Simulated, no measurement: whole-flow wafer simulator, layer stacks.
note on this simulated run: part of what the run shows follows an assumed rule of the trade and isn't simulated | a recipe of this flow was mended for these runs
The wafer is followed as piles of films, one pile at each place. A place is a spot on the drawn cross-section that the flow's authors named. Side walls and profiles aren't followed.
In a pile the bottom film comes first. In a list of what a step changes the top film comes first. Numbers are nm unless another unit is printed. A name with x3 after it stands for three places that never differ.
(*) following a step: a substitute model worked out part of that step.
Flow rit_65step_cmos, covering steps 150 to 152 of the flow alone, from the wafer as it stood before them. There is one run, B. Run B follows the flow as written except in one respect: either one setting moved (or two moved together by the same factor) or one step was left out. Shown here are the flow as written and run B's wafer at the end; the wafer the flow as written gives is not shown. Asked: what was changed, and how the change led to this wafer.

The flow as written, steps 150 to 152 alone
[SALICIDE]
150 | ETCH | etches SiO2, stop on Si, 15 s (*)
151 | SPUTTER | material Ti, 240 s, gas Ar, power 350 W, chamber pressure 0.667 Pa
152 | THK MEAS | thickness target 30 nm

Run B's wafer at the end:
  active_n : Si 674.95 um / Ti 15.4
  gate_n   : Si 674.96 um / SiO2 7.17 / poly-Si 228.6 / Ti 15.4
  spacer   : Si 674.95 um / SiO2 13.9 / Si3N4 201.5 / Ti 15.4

What caused this: step 151, SPUTTER: 123 s was run, whereas the flow has 240 s.

The path from the change to this, step by step:
  151 | SPUTTER | material Ti, 240 s, gas Ar, power 350 W, chamber pressure 0.667 Pa
      field, field_pw, field_nw and 11 more: Ti gains 15.4 (new film) (it would be, as written: Ti gains 30 (new film))
